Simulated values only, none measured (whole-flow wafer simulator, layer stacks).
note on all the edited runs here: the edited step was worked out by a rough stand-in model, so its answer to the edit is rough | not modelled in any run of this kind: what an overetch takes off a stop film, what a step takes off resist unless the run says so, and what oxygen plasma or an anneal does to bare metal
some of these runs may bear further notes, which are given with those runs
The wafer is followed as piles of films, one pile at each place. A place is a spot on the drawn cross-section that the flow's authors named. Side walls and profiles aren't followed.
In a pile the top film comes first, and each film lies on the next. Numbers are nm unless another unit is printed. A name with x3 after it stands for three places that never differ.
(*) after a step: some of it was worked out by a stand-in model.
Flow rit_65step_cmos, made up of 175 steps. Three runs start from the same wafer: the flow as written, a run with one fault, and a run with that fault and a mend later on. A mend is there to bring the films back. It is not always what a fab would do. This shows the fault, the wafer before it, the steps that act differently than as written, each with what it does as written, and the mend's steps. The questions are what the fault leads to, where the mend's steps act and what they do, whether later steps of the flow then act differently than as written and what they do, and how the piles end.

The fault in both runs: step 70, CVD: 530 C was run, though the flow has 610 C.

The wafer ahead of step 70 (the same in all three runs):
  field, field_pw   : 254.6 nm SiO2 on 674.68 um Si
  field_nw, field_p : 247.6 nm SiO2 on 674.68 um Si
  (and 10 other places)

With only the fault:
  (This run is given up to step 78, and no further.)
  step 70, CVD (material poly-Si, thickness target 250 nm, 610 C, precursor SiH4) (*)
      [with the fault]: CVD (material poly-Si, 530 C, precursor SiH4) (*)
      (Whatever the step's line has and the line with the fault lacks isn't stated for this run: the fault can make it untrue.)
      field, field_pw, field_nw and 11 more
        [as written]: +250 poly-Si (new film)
        [with the fault]: +37.6 poly-Si (new film)
  None of the later steps of the flow up to step 78 differs from how it acts as written, at any place that is followed, by more than 2% or 0.5 nm, whichever is larger.
  The piles after step 78 differ from the flow's at field, field_pw, field_nw and 11 more by more than 2% or 0.5 nm, whichever is larger.
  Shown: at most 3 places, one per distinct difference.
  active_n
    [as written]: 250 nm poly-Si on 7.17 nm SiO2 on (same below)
    [with the fault]: 37.6 nm poly-Si on 7.17 nm SiO2 on (same below)
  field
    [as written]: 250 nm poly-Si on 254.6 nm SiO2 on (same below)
    [with the fault]: 37.6 nm poly-Si on 254.6 nm SiO2 on (same below)
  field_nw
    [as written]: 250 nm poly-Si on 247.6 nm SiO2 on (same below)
    [with the fault]: 37.6 nm poly-Si on 247.6 nm SiO2 on (same below)

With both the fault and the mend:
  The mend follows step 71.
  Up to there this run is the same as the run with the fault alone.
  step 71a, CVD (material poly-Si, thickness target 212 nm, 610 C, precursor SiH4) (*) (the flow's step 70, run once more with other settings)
      field, field_pw, field_nw and 11 more
        +212 poly-Si
  None of the later steps of the flow differs from how it acts as written, at any place that is followed, by more than 2% or 0.5 nm, whichever is larger.
  When the end is reached, the piles differ only a little from the flow's at the places that both follow, at most by 2% or 0.5 nm, whichever is larger.
